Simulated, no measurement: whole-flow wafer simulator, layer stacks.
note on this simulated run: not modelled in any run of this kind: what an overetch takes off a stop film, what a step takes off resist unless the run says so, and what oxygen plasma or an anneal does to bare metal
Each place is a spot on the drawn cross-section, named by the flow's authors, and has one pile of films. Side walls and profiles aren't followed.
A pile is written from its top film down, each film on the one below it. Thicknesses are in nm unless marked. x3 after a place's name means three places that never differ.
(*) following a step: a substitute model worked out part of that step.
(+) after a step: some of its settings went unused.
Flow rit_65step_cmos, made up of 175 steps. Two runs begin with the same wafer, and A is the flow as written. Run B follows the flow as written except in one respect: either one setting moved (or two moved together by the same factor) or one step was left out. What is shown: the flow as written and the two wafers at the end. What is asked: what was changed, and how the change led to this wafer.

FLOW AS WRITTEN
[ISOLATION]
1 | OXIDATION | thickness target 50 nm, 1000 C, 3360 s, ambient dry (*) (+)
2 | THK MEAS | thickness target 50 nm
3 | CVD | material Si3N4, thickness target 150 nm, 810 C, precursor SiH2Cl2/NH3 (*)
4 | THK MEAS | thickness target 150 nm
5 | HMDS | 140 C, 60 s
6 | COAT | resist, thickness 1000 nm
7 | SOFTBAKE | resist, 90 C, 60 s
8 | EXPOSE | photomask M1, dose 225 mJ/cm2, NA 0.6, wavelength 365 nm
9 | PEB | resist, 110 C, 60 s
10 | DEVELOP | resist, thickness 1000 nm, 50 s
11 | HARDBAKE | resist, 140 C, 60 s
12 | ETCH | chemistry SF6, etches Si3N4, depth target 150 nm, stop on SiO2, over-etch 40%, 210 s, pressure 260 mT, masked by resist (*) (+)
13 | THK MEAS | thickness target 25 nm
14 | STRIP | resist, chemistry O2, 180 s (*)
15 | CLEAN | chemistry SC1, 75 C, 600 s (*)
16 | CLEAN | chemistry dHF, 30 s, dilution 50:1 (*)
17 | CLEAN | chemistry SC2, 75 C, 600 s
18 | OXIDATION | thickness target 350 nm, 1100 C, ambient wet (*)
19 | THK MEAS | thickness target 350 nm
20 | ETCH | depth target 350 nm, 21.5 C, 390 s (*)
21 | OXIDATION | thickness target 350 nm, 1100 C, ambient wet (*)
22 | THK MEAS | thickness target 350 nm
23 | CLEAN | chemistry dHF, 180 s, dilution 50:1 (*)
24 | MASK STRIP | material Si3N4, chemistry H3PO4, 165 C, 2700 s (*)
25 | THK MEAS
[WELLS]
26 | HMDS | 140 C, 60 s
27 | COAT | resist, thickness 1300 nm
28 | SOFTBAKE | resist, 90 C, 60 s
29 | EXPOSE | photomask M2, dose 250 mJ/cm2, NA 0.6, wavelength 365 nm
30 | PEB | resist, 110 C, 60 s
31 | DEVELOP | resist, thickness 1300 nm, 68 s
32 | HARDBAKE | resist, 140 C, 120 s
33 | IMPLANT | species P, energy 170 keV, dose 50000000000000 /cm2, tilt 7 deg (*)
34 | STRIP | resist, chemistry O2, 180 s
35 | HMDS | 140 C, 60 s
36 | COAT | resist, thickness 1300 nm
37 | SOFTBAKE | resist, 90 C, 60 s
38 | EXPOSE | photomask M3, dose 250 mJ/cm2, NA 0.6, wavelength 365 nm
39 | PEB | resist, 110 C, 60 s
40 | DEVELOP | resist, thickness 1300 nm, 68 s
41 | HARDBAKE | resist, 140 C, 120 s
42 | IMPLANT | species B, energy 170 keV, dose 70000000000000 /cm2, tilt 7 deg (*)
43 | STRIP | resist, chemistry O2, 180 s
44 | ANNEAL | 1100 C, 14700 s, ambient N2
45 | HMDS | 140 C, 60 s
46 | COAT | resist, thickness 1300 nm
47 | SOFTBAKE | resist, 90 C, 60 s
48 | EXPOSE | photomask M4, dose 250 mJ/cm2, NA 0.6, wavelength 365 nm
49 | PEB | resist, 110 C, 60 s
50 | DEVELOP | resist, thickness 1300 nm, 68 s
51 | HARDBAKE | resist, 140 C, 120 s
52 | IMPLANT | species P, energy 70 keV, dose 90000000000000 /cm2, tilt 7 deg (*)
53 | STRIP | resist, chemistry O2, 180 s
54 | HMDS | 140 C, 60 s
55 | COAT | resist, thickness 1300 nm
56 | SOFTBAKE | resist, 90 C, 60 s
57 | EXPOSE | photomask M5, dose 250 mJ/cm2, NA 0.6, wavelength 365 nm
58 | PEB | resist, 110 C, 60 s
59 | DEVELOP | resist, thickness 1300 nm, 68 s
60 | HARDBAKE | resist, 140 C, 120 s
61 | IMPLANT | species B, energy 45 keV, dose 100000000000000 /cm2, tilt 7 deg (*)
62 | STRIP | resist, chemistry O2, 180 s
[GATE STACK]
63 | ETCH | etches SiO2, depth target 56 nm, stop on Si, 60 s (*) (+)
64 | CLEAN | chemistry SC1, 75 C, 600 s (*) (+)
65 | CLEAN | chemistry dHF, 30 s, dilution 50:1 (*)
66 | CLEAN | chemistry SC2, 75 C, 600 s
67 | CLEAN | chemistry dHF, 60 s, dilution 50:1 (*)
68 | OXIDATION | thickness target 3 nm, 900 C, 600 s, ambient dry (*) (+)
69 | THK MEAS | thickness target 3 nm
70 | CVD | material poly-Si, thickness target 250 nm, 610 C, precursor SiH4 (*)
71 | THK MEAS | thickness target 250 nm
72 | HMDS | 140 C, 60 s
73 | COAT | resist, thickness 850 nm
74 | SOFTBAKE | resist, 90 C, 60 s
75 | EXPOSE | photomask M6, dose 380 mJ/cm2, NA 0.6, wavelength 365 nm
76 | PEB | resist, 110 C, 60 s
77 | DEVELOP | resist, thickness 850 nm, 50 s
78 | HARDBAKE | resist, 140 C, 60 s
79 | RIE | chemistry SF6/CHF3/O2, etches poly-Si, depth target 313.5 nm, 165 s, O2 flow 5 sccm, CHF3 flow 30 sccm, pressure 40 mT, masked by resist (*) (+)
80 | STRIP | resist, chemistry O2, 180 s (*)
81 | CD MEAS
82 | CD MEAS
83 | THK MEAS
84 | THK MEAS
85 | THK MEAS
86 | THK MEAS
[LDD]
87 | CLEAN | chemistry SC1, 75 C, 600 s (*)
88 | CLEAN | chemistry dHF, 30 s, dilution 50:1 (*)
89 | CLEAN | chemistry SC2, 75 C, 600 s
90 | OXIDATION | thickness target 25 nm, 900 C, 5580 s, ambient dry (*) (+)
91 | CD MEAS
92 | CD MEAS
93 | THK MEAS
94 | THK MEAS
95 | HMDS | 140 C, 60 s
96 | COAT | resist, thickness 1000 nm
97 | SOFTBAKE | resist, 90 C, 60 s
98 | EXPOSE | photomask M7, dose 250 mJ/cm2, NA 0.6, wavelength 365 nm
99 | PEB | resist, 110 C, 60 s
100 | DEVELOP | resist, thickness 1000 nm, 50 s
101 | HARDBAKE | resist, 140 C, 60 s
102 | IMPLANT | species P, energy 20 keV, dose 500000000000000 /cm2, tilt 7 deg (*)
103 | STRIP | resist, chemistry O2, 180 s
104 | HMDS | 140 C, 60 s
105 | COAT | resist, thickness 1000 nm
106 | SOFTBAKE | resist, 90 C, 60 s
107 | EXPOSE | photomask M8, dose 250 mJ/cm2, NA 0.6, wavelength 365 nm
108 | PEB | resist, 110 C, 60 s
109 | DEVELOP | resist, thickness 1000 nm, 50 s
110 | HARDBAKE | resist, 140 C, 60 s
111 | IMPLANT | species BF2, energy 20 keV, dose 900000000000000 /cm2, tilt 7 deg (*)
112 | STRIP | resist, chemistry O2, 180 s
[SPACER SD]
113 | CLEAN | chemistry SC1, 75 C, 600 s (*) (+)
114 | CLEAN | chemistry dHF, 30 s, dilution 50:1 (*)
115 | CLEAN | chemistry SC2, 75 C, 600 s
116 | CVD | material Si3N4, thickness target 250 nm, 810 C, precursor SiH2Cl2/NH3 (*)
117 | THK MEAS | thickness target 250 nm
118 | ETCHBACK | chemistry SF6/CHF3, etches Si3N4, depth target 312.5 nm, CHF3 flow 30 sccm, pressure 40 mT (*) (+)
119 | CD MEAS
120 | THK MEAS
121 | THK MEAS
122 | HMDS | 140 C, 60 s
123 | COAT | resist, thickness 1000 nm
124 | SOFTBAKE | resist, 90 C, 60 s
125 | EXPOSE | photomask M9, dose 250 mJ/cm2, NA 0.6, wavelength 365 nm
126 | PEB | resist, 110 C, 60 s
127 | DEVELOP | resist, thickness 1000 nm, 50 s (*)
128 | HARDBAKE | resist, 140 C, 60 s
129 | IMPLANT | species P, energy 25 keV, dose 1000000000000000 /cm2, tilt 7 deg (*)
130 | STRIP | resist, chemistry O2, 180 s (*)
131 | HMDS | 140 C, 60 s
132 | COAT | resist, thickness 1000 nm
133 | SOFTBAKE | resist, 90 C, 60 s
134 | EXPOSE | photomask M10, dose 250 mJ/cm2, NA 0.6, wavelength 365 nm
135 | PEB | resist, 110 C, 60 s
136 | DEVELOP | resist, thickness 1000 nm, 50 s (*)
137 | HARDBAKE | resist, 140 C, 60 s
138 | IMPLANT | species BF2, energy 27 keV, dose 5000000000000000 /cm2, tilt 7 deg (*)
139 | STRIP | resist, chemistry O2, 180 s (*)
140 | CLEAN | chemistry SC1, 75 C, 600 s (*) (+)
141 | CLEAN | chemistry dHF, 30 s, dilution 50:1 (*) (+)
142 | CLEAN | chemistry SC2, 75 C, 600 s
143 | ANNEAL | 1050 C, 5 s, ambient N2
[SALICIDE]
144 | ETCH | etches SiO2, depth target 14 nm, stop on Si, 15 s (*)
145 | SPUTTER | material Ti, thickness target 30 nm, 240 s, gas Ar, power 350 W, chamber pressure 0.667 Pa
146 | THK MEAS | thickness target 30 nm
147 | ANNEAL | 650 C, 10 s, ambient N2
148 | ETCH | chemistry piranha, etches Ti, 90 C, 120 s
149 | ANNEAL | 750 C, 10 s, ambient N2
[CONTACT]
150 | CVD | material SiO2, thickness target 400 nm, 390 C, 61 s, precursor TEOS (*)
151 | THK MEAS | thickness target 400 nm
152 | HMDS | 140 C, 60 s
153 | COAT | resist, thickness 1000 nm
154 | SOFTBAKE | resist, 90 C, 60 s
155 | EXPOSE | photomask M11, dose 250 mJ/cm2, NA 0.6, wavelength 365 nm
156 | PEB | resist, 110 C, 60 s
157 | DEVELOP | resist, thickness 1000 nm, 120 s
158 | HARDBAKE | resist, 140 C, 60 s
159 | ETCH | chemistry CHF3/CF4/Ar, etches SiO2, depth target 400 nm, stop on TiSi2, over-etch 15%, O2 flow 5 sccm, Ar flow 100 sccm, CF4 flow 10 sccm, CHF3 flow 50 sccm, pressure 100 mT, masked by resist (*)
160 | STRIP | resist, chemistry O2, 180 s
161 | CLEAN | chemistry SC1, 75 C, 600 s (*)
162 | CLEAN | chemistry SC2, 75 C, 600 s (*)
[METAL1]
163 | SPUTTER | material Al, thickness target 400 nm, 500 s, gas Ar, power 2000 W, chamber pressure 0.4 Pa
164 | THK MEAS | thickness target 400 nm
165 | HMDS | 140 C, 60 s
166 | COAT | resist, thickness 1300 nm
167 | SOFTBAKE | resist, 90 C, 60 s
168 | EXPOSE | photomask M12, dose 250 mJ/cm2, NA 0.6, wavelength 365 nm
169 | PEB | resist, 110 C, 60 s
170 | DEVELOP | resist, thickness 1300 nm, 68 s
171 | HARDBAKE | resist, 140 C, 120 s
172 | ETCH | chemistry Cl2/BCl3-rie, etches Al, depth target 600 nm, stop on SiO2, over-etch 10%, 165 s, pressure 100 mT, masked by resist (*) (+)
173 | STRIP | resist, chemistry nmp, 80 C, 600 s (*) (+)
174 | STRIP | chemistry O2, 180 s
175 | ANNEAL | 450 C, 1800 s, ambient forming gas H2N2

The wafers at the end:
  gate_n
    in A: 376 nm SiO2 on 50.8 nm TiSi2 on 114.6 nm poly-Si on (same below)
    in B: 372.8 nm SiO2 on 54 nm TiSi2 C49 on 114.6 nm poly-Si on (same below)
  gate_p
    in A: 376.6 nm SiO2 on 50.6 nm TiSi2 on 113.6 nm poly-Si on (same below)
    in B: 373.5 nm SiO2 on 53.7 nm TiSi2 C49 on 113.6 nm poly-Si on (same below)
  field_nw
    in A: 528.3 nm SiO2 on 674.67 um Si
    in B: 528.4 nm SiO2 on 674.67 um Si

Cause: step 149, ANNEAL: 712 C was run, while the flow as written has 750 C.

How this came from the change, step by step:
  149 | ANNEAL | 750 C, 10 s, ambient N2
      gate_n: A +50.8 TiSi2 (new film), -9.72 TiSi first (all of it), -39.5 TiSi2 C49 (all of it), -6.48 poly-Si | B -9.72 TiSi first (all of it), +14.4 TiSi2 C49, -6.48 poly-Si
      gate_p: A +50.6 TiSi2 (new film), -9.46 TiSi first (all of it), -39.6 TiSi2 C49 (all of it), -6.31 poly-Si | B -9.46 TiSi first (all of it), +14.1 TiSi2 C49, -6.31 poly-Si
